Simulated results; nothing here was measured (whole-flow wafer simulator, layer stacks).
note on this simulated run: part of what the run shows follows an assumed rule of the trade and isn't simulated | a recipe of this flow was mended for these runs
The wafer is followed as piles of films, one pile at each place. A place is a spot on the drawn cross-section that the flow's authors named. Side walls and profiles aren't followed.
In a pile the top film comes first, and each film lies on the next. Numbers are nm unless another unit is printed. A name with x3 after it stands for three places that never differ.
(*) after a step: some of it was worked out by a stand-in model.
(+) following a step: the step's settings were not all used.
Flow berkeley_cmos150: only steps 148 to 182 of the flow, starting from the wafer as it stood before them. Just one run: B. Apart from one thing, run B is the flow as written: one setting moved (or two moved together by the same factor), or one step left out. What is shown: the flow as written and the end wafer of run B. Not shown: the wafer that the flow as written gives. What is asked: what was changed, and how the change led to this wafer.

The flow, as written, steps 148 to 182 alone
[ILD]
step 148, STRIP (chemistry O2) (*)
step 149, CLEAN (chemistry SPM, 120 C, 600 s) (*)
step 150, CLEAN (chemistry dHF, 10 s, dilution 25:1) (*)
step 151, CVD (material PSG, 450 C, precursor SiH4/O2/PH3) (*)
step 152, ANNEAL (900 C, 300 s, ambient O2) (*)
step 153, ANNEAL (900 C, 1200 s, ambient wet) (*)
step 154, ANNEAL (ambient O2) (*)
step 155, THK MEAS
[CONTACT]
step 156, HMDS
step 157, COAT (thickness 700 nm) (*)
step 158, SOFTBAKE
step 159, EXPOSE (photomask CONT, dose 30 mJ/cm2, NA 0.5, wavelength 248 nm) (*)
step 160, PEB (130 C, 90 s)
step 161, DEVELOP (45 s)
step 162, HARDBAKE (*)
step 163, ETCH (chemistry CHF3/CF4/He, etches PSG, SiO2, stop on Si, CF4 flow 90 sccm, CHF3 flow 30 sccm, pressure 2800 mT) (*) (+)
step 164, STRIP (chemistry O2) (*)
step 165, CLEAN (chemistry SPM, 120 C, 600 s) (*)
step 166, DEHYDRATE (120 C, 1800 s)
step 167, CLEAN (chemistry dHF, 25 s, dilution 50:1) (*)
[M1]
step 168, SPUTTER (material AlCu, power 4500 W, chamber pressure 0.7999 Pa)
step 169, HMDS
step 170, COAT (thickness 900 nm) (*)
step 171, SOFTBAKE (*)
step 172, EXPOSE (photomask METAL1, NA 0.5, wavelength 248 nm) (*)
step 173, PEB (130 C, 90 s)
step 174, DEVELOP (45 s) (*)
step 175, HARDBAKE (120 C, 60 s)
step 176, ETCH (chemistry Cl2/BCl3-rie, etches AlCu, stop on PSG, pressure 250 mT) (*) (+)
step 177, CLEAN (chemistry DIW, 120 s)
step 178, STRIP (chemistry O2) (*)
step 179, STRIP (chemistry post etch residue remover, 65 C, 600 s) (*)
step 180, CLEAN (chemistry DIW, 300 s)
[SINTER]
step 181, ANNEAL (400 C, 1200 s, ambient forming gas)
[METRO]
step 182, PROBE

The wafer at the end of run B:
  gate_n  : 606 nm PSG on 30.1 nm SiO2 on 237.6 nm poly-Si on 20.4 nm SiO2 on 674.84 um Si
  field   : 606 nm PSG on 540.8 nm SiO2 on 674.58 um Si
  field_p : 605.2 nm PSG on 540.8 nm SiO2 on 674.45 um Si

What caused this: step 153, ANNEAL: 912 C was run, while the flow as written has 900 C.

How this came from the change, step by step:
  step 153, ANNEAL (900 C, 1200 s, ambient wet) (*)
      sd_n, contact, m1: PSG loses 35, SiO2 gains 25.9, Si loses 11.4 (in the flow as written it would be: PSG loses 35, SiO2 gains 22.8, Si loses 10)
      field, field_p: PSG loses 35, SiO2 gains 18.2, Si loses 8.01 (in the flow as written it would be: PSG loses 35, SiO2 gains 16.3, Si loses 7.15)
      (as well as at 3 more places)
  step 163, ETCH (chemistry CHF3/CF4/He, etches PSG, SiO2, stop on Si, CF4 flow 90 sccm, CHF3 flow 30 sccm, pressure 2800 mT) (*) (+)
      contact: PSG loses 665 (all of it), SiO2 loses 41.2 (all of it), Si loses 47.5 (in the flow as written it would be: PSG loses 665 (all of it), SiO2 loses 38.1 (all of it), Si loses 47.5)
